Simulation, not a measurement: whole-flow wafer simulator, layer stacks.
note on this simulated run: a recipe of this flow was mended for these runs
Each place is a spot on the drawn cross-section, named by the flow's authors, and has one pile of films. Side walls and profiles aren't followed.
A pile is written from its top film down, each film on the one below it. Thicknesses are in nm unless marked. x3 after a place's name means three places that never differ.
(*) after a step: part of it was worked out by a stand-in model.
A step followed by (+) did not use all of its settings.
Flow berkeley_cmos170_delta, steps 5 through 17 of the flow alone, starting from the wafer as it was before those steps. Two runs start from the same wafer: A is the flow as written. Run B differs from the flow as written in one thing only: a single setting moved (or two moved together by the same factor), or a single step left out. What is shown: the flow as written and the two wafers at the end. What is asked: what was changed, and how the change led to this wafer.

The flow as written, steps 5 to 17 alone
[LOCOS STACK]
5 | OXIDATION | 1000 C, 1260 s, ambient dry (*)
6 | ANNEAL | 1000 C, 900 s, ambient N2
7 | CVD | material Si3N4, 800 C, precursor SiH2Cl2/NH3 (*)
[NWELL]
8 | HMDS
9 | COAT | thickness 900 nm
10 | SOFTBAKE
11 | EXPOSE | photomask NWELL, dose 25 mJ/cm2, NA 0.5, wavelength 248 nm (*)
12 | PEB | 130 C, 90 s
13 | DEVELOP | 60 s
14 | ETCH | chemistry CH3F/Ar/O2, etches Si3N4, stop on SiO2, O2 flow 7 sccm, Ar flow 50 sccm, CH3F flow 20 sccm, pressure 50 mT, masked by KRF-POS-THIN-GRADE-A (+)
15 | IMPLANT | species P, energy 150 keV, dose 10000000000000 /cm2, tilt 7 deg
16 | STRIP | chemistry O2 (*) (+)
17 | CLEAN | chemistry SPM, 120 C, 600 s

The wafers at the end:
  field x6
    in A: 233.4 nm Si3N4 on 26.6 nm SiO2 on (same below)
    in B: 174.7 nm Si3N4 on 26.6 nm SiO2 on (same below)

The reason: step 7, CVD: 780 C was run, while the flow as written has 800 C.

Step by step, how the change led to this:
  7 | CVD | material Si3N4, 800 C, precursor SiH2Cl2/NH3 (*)
      field x6, sd_p x3: A Si3N4 gains 233.4 (new film) | B Si3N4 gains 174.7 (new film)
  14 | ETCH | chemistry CH3F/Ar/O2, etches Si3N4, stop on SiO2, O2 flow 7 sccm, Ar flow 50 sccm, CH3F flow 20 sccm, pressure 50 mT, masked by KRF-POS-THIN-GRADE-A (+)
      field x6: A KrF-resist loses 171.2 | B KrF-resist loses 132
      sd_p x3: A Si3N4 loses 233.4 (all of it), SiO2 loses 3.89 | B Si3N4 loses 174.7 (all of it), SiO2 loses 3.89
  16 | STRIP | chemistry O2 (*) (+)
      field x6: A KrF-resist loses 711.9 (all of it) | B KrF-resist loses 751 (all of it)
